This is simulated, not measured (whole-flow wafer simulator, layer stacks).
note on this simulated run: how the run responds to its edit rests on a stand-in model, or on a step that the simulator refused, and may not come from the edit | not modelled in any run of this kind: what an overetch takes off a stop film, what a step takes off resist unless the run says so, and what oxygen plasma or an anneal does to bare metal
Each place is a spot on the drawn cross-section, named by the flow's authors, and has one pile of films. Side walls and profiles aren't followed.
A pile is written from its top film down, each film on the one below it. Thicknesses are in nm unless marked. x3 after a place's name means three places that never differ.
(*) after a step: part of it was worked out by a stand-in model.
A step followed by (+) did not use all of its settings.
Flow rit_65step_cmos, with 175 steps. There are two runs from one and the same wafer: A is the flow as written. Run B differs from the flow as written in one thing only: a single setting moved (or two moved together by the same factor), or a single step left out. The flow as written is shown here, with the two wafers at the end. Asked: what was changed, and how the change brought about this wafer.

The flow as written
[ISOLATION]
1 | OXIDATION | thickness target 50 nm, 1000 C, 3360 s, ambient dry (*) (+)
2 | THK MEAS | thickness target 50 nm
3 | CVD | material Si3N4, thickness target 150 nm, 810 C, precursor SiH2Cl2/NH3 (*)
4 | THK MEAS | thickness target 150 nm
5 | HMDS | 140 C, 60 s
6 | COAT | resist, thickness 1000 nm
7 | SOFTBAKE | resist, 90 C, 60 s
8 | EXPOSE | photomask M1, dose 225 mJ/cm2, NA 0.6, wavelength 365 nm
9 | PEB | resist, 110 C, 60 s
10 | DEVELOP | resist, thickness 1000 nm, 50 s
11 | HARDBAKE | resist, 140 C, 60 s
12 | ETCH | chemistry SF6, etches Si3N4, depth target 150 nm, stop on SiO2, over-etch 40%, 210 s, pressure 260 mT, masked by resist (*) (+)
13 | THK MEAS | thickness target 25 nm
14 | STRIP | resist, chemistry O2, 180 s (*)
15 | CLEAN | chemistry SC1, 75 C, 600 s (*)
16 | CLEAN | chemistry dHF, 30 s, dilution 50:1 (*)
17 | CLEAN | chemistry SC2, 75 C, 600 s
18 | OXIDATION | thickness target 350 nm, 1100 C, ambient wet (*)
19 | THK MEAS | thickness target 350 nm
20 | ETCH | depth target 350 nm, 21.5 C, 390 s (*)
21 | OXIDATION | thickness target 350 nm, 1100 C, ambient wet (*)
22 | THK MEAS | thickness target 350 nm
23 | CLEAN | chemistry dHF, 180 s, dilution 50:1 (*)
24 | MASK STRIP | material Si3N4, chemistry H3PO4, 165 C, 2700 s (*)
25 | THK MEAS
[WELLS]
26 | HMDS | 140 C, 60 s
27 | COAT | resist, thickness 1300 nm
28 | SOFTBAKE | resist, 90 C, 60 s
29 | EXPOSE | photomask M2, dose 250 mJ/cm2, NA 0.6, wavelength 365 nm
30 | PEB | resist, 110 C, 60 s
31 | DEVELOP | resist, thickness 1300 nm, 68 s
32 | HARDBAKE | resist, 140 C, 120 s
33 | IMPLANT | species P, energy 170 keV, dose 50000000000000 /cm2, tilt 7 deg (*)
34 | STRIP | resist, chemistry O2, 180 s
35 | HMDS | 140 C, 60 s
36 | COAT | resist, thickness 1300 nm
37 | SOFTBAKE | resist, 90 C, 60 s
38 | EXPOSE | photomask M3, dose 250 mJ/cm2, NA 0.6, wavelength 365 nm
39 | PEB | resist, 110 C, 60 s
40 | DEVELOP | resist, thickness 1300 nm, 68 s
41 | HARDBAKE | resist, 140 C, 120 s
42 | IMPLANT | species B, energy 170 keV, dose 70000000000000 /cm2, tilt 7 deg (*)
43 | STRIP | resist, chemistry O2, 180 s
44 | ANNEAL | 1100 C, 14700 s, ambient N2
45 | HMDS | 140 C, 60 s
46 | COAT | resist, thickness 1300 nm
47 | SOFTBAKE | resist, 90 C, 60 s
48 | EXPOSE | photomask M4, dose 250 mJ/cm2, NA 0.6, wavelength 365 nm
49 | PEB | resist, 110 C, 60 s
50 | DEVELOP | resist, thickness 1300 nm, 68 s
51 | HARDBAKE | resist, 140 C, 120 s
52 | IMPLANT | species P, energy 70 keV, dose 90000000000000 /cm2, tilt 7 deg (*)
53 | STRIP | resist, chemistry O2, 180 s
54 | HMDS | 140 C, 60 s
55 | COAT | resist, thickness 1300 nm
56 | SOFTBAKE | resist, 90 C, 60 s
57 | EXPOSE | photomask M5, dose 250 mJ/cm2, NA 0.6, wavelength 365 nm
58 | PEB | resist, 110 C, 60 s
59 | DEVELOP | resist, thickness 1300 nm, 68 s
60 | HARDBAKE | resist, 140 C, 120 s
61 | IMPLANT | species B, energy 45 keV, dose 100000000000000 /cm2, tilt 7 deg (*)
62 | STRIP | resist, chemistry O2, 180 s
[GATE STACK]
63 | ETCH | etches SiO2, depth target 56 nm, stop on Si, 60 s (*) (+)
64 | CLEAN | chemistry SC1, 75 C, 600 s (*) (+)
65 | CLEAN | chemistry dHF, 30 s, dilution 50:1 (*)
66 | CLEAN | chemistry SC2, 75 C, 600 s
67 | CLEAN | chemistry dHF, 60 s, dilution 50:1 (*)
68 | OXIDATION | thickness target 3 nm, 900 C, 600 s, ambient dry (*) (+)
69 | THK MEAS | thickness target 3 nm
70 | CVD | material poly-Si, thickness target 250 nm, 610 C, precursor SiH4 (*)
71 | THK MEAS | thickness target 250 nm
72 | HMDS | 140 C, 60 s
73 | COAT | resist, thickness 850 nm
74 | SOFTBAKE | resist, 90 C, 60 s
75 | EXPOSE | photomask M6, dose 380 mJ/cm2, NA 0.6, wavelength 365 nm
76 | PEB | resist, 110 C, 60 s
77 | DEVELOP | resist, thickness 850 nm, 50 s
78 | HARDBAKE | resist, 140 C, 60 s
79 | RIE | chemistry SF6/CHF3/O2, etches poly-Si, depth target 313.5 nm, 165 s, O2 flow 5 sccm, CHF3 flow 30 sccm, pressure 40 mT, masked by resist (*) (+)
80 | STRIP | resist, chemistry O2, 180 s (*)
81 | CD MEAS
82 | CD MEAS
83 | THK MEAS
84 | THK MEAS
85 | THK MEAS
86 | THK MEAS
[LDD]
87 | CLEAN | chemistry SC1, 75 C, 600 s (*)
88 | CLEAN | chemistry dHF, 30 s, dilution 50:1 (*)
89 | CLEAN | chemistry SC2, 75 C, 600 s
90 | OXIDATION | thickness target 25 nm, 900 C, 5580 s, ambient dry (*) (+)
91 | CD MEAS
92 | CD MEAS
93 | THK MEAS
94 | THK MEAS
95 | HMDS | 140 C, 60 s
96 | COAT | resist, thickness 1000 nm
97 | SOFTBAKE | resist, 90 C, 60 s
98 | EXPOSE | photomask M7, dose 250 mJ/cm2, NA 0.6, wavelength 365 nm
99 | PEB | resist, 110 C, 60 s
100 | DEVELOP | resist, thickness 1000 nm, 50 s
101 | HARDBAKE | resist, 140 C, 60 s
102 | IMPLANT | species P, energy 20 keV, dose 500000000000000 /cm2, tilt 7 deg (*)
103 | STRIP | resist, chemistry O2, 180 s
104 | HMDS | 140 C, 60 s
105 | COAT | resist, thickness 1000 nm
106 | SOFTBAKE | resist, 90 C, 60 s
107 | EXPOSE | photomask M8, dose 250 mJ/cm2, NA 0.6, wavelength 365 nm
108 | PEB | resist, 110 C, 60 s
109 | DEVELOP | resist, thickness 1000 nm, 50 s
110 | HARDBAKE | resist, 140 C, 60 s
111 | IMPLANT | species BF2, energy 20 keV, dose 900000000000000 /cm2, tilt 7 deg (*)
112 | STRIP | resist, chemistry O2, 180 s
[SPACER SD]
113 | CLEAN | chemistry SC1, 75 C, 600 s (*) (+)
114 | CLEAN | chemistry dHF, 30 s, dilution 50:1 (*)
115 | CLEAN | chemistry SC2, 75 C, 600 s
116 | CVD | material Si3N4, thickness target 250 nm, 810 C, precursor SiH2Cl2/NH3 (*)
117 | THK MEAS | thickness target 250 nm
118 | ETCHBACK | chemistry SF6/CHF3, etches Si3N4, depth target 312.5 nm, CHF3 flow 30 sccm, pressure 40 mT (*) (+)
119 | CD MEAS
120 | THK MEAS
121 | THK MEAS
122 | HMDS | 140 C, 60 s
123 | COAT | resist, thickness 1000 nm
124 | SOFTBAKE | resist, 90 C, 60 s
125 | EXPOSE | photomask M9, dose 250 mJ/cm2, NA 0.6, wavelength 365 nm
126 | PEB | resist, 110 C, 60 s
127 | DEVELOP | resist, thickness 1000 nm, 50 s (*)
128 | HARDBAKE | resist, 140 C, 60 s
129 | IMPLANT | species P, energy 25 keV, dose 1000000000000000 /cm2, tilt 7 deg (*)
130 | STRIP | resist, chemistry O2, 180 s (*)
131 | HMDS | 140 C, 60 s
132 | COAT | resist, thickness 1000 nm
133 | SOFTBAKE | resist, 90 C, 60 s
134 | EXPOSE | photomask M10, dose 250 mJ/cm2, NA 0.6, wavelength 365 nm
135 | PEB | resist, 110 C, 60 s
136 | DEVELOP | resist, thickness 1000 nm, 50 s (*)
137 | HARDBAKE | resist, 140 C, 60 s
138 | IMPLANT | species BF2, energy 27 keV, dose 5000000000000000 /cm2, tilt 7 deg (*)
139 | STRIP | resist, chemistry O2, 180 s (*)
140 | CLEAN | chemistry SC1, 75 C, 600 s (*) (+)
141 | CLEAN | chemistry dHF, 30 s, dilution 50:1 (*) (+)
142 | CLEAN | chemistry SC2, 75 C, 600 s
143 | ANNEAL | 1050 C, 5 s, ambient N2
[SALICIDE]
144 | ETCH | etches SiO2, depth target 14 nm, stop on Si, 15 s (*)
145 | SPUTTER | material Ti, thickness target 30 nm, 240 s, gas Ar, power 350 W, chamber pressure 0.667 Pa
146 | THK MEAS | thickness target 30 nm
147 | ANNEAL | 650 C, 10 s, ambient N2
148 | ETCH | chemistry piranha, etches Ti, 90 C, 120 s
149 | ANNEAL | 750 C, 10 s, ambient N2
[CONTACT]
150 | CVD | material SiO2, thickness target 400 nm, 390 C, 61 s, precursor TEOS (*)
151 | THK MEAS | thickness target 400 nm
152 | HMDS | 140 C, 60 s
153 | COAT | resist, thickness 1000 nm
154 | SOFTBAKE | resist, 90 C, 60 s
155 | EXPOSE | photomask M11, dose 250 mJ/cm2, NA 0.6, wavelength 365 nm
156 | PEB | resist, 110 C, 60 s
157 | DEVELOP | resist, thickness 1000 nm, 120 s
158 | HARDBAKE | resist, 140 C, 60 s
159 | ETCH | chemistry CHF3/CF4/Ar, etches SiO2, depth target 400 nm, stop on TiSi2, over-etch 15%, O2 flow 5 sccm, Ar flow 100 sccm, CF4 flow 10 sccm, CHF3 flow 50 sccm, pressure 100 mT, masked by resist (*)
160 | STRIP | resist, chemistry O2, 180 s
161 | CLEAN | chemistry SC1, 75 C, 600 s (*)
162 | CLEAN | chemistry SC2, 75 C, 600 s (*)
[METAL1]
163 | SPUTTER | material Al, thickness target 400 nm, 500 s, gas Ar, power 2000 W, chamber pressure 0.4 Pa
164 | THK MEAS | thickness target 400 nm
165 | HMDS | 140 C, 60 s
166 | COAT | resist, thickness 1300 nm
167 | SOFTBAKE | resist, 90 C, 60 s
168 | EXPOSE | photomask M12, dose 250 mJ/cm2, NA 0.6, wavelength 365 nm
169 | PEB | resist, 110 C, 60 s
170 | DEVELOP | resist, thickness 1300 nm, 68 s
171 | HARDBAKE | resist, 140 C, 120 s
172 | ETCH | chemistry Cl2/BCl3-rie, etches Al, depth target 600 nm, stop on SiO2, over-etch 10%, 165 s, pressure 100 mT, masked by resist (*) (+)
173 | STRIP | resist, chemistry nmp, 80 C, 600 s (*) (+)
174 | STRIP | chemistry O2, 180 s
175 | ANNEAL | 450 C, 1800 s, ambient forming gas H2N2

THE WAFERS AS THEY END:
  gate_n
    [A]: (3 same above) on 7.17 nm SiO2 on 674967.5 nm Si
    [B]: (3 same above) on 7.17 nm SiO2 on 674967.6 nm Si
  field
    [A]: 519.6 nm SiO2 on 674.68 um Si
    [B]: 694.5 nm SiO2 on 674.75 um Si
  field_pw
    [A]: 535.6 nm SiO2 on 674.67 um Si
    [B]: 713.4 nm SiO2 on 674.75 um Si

Cause: step 20, ETCH: depth target 350 nm, 21.5 C, 390 s (*), was omitted.

The path from the change to this, step by step:
  21 | OXIDATION | thickness target 350 nm, 1100 C, ambient wet (*)
      active_n, active_p, gate_n and 7 more: A +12 SiO2 (new film), -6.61 Si3N4 | B +8.2 SiO2, -4.52 Si3N4
      field, field_p: A +350 SiO2 (new film), -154 Si | B +175.7 SiO2, -77.3 Si
      (as well as at 2 more places)
  23 | CLEAN | chemistry dHF, 180 s, dilution 50:1 (*)
      active_n, active_p, gate_n and 7 more: A -12 SiO2 (all of it), -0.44 Si3N4 | B -16.7 SiO2
  24 | MASK STRIP | material Si3N4, chemistry H3PO4, 165 C, 2700 s (*)
      active_n, active_p, gate_n and 7 more: A -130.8 Si3N4 (all of it), -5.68 SiO2 | B -3.49 SiO2 (all of it), -138 Si3N4 (all of it), -1.91 SiO2
  27 | COAT | resist, thickness 1300 nm
      field_pw, field_nw: A +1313 resist (new film) | B +1177.2 resist (new film)
      active_n, active_p: A +1297.4 resist (new film) | B +1326.4 resist (new film)
      (as well as at 2 more places)
  30 | PEB | resist, 110 C, 60 s
      field, field_p: A -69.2 resist | B -59.3 resist
      field_pw, field_nw: A -69.1 resist | B -61.6 resist
      (as well as at 2 more places)
  31 | DEVELOP | resist, thickness 1300 nm, 68 s
      field_nw: A -1243.9 resist (all of it) | B -1115.6 resist (all of it)
      field_p: A -1246.4 resist (all of it) | B -1076.4 resist (all of it)
      (as well as at 1 more place)
  32 | HARDBAKE | resist, 140 C, 120 s
      field: A -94 resist | B -79.2 resist
      field_pw: A -93.8 resist | B -82.7 resist
      (as well as at 1 more place)
  34 | STRIP | resist, chemistry O2, 180 s
      field: A -1152.5 resist (all of it) | B -996.6 resist (all of it)
      field_pw: A -1150.2 resist (all of it) | B -1032.9 resist (all of it)
      (as well as at 1 more place)
  36 | COAT | resist, thickness 1300 nm
      field_pw, field_nw: A +1313 resist (new film) | B +1177.2 resist (new film)
      active_n, active_p: A +1297.4 resist (new film) | B +1326.4 resist (new film)
      (as well as at 2 more places)
  39 | PEB | resist, 110 C, 60 s
      field, field_p: A -69.2 resist | B -59.3 resist
      field_pw, field_nw: A -69.1 resist | B -61.6 resist
      (as well as at 2 more places)
  40 | DEVELOP | resist, thickness 1300 nm, 68 s
      field: A -1246.5 resist (all of it) | B -1075.8 resist (all of it)
      field_pw: A -1243.9 resist (all of it) | B -1115.6 resist (all of it)
      (as well as at 1 more place)
  41 | HARDBAKE | resist, 140 C, 120 s
      field_nw: A -93.8 resist | B -82.7 resist
      field_p: A -94 resist | B -79.3 resist
      (as well as at 1 more place)
  43 | STRIP | resist, chemistry O2, 180 s
      field_nw: A -1150.2 resist (all of it) | B -1032.9 resist (all of it)
      field_p: A -1152.5 resist (all of it) | B -997.1 resist (all of it)
      (as well as at 1 more place)
  46 | COAT | resist, thickness 1300 nm
      field_pw, field_nw: A +1313 resist (new film) | B +1177.2 resist (new film)
      active_n, active_p: A +1297.4 resist (new film) | B +1326.4 resist (new film)
      (as well as at 2 more places)
  49 | PEB | resist, 110 C, 60 s
      field, field_p: A -69.2 resist | B -59.3 resist
      field_pw, field_nw: A -69.1 resist | B -61.6 resist
      (as well as at 2 more places)
  50 | DEVELOP | resist, thickness 1300 nm, 68 s
      field_nw: A -1243.9 resist (all of it) | B -1115.6 resist (all of it)
      field_p: A -1246.4 resist (all of it) | B -1076.4 resist (all of it)
      (as well as at 1 more place)
  ... 40 further steps ...
  170 | DEVELOP | resist, thickness 1300 nm, 68 s
      field: A -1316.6 resist (all of it) | B -1142 resist (all of it)
      field_pw: A -1285.5 resist (all of it) | B -1155.1 resist (all of it)
      (as well as at 2 more places)
